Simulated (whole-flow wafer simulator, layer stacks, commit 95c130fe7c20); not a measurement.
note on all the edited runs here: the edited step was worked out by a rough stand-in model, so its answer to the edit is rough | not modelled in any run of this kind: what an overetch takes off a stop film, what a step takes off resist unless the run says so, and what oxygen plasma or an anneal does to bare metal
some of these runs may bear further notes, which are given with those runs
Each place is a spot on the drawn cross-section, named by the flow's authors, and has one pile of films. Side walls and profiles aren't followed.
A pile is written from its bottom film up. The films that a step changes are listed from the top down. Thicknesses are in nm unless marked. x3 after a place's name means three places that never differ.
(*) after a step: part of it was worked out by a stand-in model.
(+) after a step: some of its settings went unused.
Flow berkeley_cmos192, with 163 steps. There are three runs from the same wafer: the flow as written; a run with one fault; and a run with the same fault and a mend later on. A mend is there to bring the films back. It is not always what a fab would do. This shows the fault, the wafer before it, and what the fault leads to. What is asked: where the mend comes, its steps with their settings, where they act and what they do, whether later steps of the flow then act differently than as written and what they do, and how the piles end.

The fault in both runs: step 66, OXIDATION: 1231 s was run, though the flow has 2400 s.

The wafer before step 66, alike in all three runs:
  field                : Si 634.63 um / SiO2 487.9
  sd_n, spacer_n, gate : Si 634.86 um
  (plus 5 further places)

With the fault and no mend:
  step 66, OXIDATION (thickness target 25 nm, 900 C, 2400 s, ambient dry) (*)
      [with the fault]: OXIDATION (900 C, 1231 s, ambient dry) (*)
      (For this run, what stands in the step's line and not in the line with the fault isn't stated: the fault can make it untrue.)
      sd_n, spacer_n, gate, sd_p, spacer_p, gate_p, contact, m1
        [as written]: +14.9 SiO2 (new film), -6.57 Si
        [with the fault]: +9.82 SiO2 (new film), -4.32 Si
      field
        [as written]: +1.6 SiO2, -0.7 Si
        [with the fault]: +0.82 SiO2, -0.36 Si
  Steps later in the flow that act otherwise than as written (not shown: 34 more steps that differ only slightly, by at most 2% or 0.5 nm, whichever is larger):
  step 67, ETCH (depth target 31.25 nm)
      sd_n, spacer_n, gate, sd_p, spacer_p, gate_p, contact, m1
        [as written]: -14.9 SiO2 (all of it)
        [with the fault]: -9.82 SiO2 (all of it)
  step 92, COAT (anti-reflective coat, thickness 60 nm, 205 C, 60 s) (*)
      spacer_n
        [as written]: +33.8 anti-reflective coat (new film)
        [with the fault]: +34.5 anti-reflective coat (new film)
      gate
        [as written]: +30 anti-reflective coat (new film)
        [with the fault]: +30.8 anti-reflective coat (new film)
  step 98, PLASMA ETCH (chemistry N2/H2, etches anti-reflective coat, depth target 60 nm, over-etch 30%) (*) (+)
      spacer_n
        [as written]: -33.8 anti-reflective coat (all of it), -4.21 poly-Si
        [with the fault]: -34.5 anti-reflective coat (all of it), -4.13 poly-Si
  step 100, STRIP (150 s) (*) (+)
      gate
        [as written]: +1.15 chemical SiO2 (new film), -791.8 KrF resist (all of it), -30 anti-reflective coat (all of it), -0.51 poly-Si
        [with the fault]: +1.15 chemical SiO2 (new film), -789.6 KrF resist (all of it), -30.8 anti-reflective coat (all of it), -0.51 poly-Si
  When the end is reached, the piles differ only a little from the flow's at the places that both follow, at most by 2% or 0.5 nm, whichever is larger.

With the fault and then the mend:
  The mend follows step 66.
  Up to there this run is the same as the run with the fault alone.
  step 66a, OXIDATION (900 C, 1169 s, ambient dry) (*) (the flow's step 66 again, with other settings)
      sd_n, spacer_n, gate, sd_p, spacer_p, gate_p, contact, m1
        +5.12 SiO2, -2.25 Si
      field
        +0.78 SiO2, -0.34 Si
  Every later step of the flow that is run acts as written at every place that is followed.
  At every place that both follow, the piles at the end match the flow's.
